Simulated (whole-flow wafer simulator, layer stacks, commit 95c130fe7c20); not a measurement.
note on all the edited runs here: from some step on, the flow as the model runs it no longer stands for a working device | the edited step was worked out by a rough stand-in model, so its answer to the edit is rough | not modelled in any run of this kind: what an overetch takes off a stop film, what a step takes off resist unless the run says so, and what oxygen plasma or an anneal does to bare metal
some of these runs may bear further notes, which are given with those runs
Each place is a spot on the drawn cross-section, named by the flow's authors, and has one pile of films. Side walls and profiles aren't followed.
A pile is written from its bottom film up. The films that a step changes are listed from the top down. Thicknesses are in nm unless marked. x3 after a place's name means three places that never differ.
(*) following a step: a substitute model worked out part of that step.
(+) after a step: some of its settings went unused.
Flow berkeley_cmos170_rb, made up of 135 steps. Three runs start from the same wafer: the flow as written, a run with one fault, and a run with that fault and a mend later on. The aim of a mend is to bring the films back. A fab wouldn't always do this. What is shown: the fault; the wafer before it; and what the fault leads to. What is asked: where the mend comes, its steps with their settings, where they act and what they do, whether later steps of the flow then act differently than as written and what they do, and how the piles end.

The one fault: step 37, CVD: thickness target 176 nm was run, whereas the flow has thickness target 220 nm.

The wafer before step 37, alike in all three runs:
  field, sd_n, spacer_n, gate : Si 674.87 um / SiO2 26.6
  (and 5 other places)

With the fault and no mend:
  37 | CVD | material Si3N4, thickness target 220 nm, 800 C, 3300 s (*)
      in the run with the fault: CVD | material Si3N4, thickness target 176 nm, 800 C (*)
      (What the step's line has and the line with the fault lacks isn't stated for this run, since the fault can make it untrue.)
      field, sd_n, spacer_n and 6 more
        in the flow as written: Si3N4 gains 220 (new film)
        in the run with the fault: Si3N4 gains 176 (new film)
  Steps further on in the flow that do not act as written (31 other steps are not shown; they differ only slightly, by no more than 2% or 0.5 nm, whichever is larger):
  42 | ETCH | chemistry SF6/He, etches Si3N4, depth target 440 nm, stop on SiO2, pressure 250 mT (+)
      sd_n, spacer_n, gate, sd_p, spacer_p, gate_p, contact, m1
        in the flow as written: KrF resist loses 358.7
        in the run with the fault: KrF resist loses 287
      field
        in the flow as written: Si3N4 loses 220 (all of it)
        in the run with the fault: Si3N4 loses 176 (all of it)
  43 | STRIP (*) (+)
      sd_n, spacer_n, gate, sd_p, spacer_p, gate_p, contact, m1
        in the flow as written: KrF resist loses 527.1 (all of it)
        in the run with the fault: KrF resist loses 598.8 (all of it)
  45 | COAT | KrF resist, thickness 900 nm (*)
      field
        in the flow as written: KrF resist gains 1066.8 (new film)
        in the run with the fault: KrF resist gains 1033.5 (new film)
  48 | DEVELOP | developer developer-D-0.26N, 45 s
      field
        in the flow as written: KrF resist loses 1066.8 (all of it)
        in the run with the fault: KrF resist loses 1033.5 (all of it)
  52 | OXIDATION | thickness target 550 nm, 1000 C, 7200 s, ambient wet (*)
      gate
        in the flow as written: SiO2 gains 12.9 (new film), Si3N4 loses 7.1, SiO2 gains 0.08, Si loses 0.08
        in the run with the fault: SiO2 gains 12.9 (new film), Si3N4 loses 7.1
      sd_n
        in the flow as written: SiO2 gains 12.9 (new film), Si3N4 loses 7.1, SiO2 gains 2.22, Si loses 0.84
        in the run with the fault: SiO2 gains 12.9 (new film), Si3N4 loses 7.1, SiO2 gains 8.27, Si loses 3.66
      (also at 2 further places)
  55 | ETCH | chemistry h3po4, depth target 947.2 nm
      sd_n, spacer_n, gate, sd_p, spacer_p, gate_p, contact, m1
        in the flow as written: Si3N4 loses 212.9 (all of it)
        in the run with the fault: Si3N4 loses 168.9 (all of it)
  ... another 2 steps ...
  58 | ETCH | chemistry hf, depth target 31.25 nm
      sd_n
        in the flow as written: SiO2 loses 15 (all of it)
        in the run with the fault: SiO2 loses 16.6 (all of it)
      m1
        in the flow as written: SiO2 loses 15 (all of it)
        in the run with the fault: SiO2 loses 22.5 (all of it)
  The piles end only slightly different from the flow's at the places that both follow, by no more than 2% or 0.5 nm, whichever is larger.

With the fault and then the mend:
  After step 37 comes the mend.
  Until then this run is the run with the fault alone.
  37a | CVD | material Si3N4, thickness target 44 nm, 800 C (*) (the flow's step 37, run once more with other settings)
      field, sd_n, spacer_n and 6 more
        Si3N4 gains 44
  Later steps of the flow that are run all act as written at every place that is followed.
  By the end, the piles equal the flow's at every place that both follow.
